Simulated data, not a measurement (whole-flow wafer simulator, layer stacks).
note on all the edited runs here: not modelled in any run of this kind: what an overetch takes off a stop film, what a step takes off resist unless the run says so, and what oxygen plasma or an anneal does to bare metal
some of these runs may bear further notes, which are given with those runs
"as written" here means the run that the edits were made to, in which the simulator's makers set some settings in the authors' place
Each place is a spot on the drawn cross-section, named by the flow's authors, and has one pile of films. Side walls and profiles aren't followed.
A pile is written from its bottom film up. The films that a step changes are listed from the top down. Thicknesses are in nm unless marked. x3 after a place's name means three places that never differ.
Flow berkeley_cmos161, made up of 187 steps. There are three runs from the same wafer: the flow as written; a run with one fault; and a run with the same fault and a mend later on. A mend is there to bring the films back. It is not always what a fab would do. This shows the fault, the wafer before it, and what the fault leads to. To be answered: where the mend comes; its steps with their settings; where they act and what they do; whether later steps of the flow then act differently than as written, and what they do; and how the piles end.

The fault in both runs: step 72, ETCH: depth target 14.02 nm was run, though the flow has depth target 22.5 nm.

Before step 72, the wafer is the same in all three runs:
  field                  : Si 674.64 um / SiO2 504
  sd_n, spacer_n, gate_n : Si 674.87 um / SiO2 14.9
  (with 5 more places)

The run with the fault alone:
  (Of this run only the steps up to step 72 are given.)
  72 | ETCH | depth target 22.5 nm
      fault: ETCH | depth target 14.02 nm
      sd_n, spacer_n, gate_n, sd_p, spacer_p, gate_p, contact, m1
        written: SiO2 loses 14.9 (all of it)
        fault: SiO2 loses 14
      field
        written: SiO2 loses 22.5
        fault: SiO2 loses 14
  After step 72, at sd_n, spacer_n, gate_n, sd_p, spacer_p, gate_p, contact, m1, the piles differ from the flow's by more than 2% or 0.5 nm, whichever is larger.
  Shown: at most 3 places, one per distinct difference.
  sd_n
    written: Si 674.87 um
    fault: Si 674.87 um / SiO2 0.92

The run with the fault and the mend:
  After step 72 comes the mend.
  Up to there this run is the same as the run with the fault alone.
  72a | ETCH | depth target 8.482 nm (the flow's step 72 again, with other settings)
      sd_n, spacer_n, gate_n, sd_p, spacer_p, gate_p, contact, m1
        SiO2 loses 0.92 (all of it)
      field
        SiO2 loses 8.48
  None of the later steps of the flow differs from how it acts as written, at any place that is followed, by more than 2% or 0.5 nm, whichever is larger.
  The piles end the same as the flow's at every place that both follow.
